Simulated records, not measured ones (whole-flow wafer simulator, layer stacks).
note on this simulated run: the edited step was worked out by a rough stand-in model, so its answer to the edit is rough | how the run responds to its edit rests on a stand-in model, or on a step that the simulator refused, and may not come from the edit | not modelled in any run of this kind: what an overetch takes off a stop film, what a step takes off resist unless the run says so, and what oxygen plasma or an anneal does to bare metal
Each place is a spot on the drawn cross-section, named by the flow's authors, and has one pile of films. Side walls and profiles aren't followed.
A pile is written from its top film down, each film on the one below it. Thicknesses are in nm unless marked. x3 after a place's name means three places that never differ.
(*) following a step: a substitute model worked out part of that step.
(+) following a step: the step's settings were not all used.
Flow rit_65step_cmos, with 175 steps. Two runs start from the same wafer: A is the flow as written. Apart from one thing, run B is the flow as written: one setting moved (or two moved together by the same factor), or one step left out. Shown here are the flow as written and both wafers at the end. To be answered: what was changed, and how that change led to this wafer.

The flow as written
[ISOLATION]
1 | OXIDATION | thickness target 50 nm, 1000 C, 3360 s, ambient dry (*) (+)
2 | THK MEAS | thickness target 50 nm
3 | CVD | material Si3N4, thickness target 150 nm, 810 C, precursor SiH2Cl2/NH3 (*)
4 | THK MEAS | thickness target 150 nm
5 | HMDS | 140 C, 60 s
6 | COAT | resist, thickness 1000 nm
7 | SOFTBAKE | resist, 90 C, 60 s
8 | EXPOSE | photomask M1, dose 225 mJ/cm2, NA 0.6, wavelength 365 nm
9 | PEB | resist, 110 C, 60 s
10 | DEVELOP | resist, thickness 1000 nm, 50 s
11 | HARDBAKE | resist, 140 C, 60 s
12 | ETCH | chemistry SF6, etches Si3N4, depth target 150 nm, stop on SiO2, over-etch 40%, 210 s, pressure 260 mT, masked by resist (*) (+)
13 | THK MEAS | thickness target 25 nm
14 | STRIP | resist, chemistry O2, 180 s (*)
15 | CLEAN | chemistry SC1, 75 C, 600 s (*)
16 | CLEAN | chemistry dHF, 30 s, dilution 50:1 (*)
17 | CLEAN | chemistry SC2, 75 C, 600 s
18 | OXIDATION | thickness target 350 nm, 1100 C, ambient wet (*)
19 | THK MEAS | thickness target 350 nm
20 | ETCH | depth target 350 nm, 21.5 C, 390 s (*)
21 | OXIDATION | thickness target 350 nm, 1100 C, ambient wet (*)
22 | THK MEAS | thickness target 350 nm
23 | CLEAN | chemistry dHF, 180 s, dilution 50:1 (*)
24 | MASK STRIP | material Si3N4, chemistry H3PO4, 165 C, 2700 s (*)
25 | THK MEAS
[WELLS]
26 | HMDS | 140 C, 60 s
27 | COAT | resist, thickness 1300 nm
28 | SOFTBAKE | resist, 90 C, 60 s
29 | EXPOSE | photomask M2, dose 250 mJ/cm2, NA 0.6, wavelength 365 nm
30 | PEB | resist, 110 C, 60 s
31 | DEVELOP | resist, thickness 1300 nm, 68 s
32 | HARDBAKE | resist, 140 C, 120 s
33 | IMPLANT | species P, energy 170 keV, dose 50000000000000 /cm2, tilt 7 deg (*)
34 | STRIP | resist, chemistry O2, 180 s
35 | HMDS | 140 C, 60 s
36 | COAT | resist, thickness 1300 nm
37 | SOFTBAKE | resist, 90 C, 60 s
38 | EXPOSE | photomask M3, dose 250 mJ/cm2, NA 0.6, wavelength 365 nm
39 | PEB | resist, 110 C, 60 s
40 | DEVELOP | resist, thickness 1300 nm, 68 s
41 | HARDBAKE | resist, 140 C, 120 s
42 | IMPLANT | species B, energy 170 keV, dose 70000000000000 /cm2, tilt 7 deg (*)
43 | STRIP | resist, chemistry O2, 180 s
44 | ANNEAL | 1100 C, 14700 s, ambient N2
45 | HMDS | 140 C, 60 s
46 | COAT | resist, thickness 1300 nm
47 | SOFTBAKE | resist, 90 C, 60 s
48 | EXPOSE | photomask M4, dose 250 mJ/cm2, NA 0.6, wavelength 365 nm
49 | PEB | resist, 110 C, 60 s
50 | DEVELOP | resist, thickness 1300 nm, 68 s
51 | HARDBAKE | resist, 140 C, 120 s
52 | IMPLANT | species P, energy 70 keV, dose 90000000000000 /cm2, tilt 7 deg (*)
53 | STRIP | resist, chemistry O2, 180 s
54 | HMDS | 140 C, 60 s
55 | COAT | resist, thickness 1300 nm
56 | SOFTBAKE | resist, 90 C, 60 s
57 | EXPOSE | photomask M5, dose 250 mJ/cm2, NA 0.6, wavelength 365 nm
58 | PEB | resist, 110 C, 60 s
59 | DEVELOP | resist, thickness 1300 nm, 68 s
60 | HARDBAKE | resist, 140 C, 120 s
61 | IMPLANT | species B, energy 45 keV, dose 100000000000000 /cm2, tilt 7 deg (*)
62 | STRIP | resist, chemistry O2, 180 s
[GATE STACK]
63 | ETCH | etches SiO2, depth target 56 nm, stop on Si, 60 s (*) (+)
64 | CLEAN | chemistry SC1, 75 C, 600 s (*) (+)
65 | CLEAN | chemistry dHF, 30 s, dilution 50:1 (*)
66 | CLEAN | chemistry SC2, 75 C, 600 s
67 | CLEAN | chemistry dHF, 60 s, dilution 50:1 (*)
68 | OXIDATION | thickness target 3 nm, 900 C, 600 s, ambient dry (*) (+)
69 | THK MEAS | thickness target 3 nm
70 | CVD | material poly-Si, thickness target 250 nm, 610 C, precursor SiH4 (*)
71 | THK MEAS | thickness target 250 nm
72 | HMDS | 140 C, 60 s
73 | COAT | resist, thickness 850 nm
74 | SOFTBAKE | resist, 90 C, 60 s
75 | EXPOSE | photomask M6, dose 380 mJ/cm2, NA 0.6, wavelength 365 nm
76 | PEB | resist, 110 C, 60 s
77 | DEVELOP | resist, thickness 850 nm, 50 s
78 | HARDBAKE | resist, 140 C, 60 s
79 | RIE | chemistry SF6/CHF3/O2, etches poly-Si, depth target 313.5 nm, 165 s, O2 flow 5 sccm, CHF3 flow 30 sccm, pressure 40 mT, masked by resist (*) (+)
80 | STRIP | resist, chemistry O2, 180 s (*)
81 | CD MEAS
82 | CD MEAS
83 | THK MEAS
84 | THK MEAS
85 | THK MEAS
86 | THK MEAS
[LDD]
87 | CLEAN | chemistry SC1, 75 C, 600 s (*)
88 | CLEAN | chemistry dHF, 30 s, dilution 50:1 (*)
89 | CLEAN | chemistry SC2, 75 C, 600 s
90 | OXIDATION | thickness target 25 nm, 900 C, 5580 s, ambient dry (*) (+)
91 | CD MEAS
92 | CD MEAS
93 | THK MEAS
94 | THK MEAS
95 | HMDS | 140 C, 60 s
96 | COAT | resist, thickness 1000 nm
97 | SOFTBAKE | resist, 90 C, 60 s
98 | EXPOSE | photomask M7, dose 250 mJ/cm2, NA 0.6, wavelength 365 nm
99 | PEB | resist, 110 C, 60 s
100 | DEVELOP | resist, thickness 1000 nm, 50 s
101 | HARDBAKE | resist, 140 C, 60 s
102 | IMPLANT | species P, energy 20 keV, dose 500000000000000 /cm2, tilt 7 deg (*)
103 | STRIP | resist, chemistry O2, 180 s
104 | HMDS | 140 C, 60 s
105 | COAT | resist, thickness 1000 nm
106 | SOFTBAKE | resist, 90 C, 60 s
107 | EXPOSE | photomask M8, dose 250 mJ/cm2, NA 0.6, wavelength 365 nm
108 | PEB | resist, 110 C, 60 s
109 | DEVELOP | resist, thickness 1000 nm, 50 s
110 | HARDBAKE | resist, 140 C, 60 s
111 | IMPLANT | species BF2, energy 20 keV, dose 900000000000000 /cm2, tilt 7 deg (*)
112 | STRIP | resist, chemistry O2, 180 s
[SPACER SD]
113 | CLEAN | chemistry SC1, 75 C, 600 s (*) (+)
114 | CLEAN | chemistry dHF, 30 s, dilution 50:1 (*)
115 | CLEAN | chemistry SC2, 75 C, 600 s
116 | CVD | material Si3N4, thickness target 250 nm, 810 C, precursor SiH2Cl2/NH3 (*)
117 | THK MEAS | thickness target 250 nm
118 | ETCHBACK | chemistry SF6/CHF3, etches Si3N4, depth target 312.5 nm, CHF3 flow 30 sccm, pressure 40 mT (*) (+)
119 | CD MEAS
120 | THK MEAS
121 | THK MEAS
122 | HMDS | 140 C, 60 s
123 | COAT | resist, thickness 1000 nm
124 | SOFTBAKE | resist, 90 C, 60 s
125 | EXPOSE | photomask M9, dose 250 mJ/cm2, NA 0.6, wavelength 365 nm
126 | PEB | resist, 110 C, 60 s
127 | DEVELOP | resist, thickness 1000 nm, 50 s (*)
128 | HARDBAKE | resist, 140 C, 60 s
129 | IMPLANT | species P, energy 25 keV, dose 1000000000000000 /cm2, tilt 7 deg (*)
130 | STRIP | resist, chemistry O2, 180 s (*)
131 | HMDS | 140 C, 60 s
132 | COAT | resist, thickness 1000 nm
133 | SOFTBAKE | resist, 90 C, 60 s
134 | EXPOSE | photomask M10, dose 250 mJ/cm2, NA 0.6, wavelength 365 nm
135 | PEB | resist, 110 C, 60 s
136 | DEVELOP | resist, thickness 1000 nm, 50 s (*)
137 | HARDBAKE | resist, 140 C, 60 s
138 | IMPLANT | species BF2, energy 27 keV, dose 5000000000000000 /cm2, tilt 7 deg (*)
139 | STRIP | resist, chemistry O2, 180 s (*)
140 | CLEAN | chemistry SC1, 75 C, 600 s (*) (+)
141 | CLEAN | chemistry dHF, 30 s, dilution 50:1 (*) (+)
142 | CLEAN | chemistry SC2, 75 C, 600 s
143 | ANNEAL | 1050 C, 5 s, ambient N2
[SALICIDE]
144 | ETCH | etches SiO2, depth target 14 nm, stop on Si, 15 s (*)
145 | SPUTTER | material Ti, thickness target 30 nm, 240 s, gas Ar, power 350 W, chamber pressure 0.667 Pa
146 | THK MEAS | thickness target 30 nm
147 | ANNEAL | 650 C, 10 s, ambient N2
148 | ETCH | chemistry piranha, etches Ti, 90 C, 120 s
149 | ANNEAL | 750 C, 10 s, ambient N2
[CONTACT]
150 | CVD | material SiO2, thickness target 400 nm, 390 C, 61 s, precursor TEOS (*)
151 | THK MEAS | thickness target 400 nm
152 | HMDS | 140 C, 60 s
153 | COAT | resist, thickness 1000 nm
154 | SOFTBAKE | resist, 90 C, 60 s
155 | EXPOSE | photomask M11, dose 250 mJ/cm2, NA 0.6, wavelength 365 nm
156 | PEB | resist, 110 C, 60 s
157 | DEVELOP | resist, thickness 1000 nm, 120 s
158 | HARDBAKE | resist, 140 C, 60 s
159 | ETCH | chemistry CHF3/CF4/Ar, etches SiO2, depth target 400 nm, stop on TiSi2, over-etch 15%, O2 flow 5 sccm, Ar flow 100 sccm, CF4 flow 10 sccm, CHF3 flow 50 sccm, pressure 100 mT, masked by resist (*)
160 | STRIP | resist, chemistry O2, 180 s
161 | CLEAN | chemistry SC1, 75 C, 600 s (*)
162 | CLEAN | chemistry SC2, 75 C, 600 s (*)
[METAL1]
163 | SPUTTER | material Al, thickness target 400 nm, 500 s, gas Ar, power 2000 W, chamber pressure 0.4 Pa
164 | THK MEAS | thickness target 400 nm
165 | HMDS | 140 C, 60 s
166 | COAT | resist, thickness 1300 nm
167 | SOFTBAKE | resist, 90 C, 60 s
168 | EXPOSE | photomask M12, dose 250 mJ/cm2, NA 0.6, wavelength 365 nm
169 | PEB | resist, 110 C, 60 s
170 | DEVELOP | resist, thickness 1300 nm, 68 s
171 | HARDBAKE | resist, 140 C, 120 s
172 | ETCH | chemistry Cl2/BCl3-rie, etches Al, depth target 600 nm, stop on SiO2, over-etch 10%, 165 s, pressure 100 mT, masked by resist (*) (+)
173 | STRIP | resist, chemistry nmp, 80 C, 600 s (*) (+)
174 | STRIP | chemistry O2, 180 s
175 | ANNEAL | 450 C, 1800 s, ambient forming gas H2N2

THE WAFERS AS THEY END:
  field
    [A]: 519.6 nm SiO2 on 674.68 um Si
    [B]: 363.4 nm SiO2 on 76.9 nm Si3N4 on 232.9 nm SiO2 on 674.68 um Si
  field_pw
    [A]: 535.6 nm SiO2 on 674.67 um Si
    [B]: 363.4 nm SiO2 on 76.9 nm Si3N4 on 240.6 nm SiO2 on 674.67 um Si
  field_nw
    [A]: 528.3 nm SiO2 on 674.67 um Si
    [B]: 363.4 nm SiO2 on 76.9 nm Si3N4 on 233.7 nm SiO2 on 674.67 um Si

The reason: step 118, ETCHBACK: depth target 171.9 nm was run, whereas the flow has depth target 312.5 nm.

Step by step, how the change led to this:
  118 | ETCHBACK | chemistry SF6/CHF3, etches Si3N4, depth target 312.5 nm, CHF3 flow 30 sccm, pressure 40 mT (*) (+)
      field, field_pw, field_nw, field_p: A -250 Si3N4 (all of it), -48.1 SiO2 | B -171.9 Si3N4
      gate_n: A -250 Si3N4 (all of it), -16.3 SiO2 (all of it), -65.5 poly-Si | B -171.9 Si3N4
      (and at 1 other place as well)
  123 | COAT | resist, thickness 1000 nm
      field: A +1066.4 resist (new film) | B +1044.1 resist (new film)
      field_p: A +1073.5 resist (new film) | B +1051.2 resist (new film)
      (and at 4 other places as well)
  126 | PEB | resist, 110 C, 60 s
      gate_n, gate_p: A -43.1 resist | B -40.1 resist
      field: A -55.6 resist | B -54.3 resist
      (and at 3 other places as well)
  127 | DEVELOP | resist, thickness 1000 nm, 50 s (*)
      field: A -1010.9 resist (all of it) | B -989.9 resist (all of it)
      gate_n: A -791.9 resist (all of it) | B -739.2 resist (all of it)
      (and at 1 other place as well)
  128 | HARDBAKE | resist, 140 C, 60 s
      field_nw: A -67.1 resist | B -65.7 resist
      field_p: A -68.8 resist | B -67.2 resist
      (and at 2 other places as well)
  130 | STRIP | resist, chemistry O2, 180 s (*)
      gate_n: A +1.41 chemical SiO2 (new film), -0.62 poly-Si | B nothing
      gate_p: A +1.31 chemical SiO2 (new film), -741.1 resist (all of it), -0.58 poly-Si | B -691.6 resist (all of it)
      (and at 2 other places as well)
  132 | COAT | resist, thickness 1000 nm
      field: A +1067 resist (new film) | B +1044.1 resist (new film)
      field_p: A +1074 resist (new film) | B +1051.2 resist (new film)
      (and at 4 other places as well)
  135 | PEB | resist, 110 C, 60 s
      gate_n, gate_p: A -43.1 resist | B -40.1 resist
      spacer, spacer_p: A -42 resist | B -40 resist
      (and at 2 other places as well)
  136 | DEVELOP | resist, thickness 1000 nm, 50 s (*)
      field_p: A -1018 resist (all of it) | B -996.5 resist (all of it)
      gate_p: A -792.8 resist (all of it) | B -739.4 resist (all of it)
      (and at 1 other place as well)
  137 | HARDBAKE | resist, 140 C, 60 s
      field: A -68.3 resist | B -66.3 resist
      field_nw: A -67.1 resist | B -65.7 resist
      (and at 2 other places as well)
  139 | STRIP | resist, chemistry O2, 180 s (*)
      gate_n: A -740 resist (all of it), +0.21 chemical SiO2, -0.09 poly-Si | B -691.3 resist (all of it)
      field: A -943.1 resist (all of it) | B -923.5 resist (all of it)
      (and at 1 other place as well)
  140 | CLEAN | chemistry SC1, 75 C, 600 s (*) (+)
      field, field_pw, field_nw, field_p: A -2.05 SiO2 | B -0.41 Si3N4
      gate_n, gate_p: A -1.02 chemical SiO2, -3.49 poly-Si | B -0.41 Si3N4
  141 | CLEAN | chemistry dHF, 30 s, dilution 50:1 (*) (+)
      field, field_p: A -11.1 SiO2 | B -0.43 Si3N4
      field_pw, field_nw: A -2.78 SiO2 | B -0.43 Si3N4
      (and at 2 other places as well)
  144 | ETCH | etches SiO2, depth target 14 nm, stop on Si, 15 s (*)
      field, field_pw, field_nw, field_p: A -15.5 SiO2 | B -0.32 Si3N4
  145 | SPUTTER | material Ti, thickness target 30 nm, 240 s, gas Ar, power 350 W, chamber pressure 0.667 Pa
      gate_n: A +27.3 Ti (new film) | B +30 Ti (new film)
      gate_p: A +27.2 Ti (new film) | B +30 Ti (new film)
  147 | ANNEAL | 650 C, 10 s, ambient N2
      gate_n: A -21.3 Ti, +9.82 TiSi first (new film), +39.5 TiSi2 C49 (new film), -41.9 poly-Si | B nothing
      gate_p: A -21.2 Ti, +9.56 TiSi first (new film), +39.6 TiSi2 C49 (new film), -41.9 poly-Si | B nothing
  ... 9 other steps ...
  170 | DEVELOP | resist, thickness 1300 nm, 68 s
      field: A -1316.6 resist (all of it) | B -1271.6 resist (all of it)
      field_pw: A -1285.5 resist (all of it) | B -1259.5 resist (all of it)
      (and at 6 other places as well)
